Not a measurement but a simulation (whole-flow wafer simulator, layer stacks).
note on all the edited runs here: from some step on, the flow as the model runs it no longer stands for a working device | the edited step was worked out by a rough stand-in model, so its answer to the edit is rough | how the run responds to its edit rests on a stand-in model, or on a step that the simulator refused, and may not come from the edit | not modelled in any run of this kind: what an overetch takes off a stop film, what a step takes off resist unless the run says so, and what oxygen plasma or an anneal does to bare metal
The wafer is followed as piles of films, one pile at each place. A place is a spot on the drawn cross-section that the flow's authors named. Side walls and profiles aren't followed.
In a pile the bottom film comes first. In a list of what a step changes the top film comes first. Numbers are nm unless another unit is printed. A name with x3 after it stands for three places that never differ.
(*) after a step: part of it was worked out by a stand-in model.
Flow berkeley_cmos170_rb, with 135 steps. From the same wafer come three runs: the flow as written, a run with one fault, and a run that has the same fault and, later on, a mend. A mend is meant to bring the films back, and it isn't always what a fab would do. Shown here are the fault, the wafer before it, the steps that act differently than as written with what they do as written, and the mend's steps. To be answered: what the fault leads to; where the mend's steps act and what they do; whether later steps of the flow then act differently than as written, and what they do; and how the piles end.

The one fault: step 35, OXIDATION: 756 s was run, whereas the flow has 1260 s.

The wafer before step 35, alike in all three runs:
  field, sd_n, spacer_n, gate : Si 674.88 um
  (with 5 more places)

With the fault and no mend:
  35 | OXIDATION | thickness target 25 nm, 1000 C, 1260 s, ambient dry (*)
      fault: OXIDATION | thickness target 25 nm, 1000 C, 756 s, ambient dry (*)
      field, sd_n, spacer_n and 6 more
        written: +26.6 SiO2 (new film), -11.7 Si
        fault: +20.2 SiO2 (new film), -8.91 Si
  Steps later in the flow that act otherwise than as written (31 more steps, not shown, differ only slightly: by at most 2% or 0.5 nm, whichever is larger):
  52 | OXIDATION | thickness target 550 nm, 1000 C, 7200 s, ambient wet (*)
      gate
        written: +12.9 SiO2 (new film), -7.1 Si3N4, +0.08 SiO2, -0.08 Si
        fault: +12.9 SiO2 (new film), -7.1 Si3N4, +0.01 SiO2
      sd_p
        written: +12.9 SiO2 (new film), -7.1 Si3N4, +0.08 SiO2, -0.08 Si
        fault: +12.9 SiO2 (new film), -7.1 Si3N4
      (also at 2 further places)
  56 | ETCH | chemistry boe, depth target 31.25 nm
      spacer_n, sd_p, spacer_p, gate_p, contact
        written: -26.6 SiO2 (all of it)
        fault: -20.2 SiO2 (all of it)
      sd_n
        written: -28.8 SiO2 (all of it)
        fault: -20.8 SiO2 (all of it)
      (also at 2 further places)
  At the end the piles are close to the flow's at the places that both follow, differing by at most 2% or 0.5 nm, whichever is larger.

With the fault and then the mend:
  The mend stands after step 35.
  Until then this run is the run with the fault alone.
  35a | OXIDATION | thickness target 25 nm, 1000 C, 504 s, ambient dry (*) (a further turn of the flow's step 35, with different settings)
      field, sd_n, spacer_n and 6 more
        +6.3 SiO2, -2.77 Si
  None of the later steps of the flow acts differently than as written at any place that is followed.
  The piles end the same as the flow's at every place that both follow.
